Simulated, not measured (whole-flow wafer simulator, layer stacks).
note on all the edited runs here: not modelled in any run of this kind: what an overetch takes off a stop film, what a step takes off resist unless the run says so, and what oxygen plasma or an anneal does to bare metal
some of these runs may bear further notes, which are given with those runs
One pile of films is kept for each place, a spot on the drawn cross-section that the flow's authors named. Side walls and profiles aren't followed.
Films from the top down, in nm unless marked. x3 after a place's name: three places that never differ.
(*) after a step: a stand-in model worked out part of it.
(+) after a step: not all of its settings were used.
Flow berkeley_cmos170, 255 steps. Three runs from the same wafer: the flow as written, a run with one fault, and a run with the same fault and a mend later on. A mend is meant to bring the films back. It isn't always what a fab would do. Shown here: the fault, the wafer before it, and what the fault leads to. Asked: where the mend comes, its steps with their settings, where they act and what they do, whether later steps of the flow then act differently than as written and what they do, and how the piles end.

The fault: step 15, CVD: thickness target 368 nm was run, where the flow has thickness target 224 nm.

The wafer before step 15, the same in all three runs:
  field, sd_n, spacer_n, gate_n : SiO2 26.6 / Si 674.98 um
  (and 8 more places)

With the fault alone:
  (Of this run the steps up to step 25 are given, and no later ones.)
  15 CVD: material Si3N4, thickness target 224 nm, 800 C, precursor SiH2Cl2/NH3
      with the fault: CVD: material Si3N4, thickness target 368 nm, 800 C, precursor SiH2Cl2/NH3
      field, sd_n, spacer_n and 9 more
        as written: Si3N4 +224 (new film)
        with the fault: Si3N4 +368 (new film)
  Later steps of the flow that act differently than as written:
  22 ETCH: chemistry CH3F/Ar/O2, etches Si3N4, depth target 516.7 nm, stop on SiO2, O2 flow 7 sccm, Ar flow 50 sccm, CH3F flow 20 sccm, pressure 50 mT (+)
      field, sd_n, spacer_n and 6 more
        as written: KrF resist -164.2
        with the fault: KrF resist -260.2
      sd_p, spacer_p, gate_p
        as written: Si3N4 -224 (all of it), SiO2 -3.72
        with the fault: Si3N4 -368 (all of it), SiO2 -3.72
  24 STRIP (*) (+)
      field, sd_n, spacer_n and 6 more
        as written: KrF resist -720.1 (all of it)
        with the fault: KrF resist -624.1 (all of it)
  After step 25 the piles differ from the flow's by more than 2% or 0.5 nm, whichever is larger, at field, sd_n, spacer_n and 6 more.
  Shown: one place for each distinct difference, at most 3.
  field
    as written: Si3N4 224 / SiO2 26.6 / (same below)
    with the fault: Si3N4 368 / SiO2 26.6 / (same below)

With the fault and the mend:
  The mend comes after step 15.
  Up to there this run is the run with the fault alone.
  15a ETCH: chemistry h3po4, depth target 144 nm
      field, sd_n, spacer_n and 9 more
        Si3N4 -144
  No later step of the flow acts differently than as written at any place that is followed.
  At the end the piles are the same as the flow's at every place that both follow.
